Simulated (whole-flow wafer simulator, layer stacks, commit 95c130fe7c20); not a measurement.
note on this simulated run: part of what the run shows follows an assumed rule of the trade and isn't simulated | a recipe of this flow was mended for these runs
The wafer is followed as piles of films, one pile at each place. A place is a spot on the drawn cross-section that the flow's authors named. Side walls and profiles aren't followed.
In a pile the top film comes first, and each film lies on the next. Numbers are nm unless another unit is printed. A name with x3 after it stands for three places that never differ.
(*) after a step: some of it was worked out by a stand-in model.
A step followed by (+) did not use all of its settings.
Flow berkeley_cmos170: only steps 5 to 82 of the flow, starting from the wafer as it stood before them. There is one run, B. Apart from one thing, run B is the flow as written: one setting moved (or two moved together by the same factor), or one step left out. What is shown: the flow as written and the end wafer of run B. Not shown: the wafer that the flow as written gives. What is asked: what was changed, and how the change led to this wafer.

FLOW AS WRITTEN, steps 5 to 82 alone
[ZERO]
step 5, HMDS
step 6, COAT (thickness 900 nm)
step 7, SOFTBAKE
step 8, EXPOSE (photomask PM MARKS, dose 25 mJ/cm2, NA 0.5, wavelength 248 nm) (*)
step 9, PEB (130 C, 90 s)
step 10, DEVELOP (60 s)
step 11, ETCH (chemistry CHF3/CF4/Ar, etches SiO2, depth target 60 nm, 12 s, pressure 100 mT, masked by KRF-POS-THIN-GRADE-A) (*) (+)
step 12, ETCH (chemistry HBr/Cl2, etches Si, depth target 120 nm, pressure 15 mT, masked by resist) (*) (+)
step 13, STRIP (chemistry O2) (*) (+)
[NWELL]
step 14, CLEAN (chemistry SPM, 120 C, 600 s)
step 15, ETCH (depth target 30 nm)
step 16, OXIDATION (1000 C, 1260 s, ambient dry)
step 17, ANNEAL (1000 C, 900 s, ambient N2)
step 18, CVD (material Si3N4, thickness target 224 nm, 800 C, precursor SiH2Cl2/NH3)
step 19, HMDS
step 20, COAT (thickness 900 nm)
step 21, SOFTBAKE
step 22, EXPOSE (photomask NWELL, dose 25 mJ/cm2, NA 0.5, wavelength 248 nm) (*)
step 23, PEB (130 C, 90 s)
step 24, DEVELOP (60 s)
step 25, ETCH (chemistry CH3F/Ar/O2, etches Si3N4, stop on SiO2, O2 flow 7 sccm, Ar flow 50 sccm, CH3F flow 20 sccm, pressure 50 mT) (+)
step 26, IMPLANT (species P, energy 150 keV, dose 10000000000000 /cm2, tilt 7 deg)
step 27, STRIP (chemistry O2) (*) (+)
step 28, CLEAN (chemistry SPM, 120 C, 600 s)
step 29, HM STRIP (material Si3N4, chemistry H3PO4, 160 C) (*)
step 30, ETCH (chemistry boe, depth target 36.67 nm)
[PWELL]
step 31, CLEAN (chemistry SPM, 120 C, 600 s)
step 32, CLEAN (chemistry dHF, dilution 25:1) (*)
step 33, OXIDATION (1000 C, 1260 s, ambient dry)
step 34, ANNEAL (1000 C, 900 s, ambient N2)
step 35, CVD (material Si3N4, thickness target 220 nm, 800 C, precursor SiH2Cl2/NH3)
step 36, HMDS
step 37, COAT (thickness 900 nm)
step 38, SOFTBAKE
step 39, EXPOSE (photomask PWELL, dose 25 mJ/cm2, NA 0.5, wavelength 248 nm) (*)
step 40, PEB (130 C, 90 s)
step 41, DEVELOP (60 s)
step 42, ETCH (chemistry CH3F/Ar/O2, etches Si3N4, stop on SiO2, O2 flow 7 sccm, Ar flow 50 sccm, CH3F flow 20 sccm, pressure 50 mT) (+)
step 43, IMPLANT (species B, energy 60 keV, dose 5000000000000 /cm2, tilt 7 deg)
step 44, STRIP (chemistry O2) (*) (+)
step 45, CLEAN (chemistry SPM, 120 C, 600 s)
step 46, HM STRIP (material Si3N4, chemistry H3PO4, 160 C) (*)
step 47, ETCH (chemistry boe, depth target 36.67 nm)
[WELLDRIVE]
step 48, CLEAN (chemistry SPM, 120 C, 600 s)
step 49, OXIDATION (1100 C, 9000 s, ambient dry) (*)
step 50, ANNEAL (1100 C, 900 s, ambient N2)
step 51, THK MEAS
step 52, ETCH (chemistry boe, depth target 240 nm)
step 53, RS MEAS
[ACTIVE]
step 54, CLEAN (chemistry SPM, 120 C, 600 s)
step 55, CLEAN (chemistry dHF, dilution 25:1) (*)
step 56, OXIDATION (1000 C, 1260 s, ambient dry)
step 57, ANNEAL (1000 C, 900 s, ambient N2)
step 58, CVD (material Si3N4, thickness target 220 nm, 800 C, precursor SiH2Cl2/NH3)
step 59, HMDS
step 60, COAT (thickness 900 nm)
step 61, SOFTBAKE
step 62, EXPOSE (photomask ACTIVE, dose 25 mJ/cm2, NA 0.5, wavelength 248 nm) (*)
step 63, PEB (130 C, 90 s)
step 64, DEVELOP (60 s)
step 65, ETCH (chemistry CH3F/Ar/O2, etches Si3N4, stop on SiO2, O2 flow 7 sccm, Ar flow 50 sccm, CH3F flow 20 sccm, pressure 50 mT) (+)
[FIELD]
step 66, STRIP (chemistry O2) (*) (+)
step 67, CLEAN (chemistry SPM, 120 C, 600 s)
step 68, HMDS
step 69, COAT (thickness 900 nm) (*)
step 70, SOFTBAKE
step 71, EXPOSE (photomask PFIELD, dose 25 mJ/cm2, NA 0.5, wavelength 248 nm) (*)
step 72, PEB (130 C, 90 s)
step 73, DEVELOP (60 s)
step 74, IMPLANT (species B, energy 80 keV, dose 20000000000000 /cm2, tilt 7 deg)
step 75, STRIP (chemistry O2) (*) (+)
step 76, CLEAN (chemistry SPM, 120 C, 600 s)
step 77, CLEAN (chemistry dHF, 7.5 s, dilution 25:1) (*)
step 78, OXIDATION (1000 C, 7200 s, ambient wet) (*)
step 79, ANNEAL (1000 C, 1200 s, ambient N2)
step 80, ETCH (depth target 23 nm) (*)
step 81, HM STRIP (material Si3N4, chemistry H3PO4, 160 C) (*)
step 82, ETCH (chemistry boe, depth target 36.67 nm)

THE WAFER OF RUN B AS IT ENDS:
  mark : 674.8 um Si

The reason: step 12, ETCH: depth target 66 nm was run, while the flow as written has depth target 120 nm.

How this came from the change, step by step:
  step 12, ETCH (chemistry HBr/Cl2, etches Si, depth target 120 nm, pressure 15 mT, masked by resist) (*) (+)
      field, sd_n, spacer_n and 9 more: KrF-resist loses 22 (as written it would have been: KrF-resist loses 40)
      mark: Si loses 66 (as written it would have been: Si loses 120)
  step 13, STRIP (chemistry O2) (*) (+)
      field, sd_n, spacer_n and 9 more: KrF-resist loses 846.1 (all of it) (as written it would have been: KrF-resist loses 828.1 (all of it))
